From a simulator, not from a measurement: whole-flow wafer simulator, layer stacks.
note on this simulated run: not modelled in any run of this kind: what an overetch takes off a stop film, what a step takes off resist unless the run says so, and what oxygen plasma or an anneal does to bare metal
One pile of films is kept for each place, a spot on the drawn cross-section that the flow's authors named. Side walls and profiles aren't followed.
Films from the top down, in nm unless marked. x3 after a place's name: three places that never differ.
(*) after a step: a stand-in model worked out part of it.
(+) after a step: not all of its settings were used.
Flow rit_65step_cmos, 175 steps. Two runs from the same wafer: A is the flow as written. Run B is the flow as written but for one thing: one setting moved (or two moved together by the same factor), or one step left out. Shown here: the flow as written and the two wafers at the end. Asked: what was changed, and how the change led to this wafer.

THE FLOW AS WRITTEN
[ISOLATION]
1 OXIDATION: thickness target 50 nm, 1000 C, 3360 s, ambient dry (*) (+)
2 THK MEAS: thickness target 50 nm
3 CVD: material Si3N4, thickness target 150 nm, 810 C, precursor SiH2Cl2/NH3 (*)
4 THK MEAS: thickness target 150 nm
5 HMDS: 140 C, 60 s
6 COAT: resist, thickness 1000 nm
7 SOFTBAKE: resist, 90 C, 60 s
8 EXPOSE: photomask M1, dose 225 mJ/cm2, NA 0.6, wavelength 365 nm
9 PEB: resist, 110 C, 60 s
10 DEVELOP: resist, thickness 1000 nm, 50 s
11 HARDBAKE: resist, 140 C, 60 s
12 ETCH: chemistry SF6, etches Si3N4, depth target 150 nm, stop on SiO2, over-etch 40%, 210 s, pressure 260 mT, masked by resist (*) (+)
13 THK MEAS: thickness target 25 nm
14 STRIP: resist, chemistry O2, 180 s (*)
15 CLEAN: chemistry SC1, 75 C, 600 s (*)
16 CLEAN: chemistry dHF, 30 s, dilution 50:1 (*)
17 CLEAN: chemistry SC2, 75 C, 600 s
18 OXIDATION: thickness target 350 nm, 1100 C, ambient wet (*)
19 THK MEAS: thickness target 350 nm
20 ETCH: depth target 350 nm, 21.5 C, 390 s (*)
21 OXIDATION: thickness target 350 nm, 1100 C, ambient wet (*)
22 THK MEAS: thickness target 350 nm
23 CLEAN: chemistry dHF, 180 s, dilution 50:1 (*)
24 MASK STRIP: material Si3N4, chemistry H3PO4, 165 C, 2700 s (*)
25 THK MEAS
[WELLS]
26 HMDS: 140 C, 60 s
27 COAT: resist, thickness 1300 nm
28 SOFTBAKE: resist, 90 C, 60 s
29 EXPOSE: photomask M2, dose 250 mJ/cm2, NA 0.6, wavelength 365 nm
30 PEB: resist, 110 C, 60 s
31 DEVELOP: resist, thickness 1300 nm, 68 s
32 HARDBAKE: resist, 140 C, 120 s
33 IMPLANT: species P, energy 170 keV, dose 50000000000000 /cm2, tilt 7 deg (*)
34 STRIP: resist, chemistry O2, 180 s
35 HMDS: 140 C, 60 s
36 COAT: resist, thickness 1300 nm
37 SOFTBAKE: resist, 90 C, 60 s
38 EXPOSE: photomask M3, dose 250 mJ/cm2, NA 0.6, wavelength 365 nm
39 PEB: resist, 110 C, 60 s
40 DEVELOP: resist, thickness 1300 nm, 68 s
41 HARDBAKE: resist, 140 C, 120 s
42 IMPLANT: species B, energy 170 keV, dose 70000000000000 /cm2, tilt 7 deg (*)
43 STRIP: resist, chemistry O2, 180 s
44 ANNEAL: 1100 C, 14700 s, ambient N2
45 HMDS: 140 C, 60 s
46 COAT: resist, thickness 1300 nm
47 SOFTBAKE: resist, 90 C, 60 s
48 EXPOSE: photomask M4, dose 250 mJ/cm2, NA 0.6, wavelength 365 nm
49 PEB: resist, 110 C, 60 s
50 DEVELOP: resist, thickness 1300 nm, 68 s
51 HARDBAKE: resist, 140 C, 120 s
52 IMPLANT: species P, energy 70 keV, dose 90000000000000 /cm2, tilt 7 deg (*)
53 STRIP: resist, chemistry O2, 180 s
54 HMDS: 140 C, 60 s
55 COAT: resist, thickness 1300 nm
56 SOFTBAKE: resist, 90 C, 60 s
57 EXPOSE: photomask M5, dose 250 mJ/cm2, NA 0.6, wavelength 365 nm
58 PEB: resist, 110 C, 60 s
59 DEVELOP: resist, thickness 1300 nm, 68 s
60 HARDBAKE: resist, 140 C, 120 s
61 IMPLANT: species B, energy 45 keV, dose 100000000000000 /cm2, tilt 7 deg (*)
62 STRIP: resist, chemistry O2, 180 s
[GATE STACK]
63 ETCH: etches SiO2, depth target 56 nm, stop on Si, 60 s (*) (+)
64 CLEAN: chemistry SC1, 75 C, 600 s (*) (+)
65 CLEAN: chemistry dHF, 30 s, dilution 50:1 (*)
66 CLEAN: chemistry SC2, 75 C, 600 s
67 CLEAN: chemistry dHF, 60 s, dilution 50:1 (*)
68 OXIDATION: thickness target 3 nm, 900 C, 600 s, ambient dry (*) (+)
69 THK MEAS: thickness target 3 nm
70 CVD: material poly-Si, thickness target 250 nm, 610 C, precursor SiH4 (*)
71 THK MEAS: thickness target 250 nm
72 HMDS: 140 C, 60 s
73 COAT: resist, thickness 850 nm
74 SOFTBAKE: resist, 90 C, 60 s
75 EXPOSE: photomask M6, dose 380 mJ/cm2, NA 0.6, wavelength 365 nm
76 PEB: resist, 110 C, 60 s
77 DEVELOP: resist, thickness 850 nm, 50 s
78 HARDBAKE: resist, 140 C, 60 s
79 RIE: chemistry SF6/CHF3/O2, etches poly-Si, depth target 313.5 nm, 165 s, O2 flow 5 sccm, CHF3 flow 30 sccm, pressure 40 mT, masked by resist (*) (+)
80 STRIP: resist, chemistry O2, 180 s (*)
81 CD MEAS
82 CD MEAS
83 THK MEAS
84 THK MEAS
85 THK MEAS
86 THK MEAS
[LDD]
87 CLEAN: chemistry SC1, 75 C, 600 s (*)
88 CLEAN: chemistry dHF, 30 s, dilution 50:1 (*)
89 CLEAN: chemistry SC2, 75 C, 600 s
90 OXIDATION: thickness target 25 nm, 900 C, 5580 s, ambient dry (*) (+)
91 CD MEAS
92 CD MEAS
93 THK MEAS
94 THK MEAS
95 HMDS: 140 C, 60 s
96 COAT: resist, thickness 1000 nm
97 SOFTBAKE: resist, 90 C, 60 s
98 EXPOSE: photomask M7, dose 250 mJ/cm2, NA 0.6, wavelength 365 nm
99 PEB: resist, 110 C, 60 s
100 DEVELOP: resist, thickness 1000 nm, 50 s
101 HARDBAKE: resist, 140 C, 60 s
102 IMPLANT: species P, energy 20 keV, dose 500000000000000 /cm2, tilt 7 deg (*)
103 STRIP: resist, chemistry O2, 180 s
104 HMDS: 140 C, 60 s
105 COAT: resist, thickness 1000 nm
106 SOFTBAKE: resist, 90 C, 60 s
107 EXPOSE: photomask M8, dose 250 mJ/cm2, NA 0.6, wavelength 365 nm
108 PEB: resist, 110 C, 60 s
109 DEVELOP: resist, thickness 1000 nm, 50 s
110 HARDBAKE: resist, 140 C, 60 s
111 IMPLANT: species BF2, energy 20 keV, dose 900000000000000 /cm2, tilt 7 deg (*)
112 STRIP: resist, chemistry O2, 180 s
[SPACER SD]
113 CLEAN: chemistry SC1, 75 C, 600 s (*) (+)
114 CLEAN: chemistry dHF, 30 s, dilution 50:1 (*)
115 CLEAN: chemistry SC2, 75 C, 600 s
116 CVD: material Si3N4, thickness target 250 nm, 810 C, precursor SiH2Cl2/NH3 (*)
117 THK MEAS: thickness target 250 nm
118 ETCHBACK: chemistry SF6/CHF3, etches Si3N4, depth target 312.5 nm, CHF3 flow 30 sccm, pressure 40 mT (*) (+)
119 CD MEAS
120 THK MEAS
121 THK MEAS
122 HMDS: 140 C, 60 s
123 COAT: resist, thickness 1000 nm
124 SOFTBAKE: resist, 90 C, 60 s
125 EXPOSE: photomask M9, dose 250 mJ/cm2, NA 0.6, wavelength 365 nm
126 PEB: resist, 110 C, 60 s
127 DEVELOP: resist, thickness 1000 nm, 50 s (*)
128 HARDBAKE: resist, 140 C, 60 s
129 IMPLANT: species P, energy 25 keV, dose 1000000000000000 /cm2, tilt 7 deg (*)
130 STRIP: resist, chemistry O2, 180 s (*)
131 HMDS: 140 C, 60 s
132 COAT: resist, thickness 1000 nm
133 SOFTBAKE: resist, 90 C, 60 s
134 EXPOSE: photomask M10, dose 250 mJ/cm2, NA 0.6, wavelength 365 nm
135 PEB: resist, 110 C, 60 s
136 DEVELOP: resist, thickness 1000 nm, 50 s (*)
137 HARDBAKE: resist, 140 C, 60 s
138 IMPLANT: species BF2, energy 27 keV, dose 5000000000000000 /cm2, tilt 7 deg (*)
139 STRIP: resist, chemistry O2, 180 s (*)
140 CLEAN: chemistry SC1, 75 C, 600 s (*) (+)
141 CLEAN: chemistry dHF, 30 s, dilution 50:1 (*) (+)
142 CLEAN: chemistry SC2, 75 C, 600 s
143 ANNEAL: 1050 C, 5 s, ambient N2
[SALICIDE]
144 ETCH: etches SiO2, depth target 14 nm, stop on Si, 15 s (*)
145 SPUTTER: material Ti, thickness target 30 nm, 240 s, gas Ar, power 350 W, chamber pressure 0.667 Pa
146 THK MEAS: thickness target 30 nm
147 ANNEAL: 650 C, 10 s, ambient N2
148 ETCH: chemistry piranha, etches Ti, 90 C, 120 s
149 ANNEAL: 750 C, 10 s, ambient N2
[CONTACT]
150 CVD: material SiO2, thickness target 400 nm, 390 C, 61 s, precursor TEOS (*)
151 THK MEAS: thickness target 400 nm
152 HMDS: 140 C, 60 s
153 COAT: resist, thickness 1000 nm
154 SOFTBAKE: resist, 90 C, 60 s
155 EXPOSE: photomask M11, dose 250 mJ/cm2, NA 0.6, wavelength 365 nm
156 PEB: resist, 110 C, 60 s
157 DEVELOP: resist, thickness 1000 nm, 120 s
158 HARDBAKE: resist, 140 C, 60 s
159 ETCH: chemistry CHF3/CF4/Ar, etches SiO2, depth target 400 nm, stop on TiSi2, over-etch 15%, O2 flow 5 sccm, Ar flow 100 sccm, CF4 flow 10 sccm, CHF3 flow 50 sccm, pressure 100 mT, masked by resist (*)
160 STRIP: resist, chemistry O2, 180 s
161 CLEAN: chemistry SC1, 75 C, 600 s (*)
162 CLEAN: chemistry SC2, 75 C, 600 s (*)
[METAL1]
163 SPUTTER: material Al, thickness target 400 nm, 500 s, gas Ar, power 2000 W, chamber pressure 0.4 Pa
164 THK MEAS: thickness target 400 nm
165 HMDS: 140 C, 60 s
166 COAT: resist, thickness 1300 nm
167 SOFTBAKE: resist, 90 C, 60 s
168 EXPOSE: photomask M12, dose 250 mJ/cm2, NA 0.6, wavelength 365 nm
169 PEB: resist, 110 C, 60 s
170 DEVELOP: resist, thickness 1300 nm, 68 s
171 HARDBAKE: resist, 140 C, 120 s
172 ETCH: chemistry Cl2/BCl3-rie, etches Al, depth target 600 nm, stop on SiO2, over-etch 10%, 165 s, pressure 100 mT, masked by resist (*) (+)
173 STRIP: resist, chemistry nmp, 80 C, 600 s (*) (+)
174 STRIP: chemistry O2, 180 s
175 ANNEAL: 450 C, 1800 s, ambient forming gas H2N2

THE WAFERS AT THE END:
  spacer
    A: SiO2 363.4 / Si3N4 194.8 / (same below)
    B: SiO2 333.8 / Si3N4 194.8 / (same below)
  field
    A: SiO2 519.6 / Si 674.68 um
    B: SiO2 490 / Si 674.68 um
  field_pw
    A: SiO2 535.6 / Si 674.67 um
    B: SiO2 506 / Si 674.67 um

The cause: step 163, SPUTTER: thickness target 163 nm was run, where the flow has thickness target 400 nm; step 163, SPUTTER: 204 s was run, where the flow has 500 s.

How the change led to this, step by step:
  163 SPUTTER: material Al, thickness target 400 nm, 500 s, gas Ar, power 2000 W, chamber pressure 0.4 Pa
      field, field_p, spacer, spacer_p: A Al +400 (new film) | B Al +163 (new film)
      gate_n, gate_p: A Al +396 (new film) | B Al +163 (new film)
      (and at 2 more places)
  172 ETCH: chemistry Cl2/BCl3-rie, etches Al, depth target 600 nm, stop on SiO2, over-etch 10%, 165 s, pressure 100 mT, masked by resist (*) (+)
      field, field_p, spacer, spacer_p: A Al -400 (all of it), SiO2 -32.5 | B Al -163 (all of it), SiO2 -62.1
      gate_n, gate_p: A Al -396 (all of it), SiO2 -33 | B Al -163 (all of it), SiO2 -62.1
      (and at 2 more places)
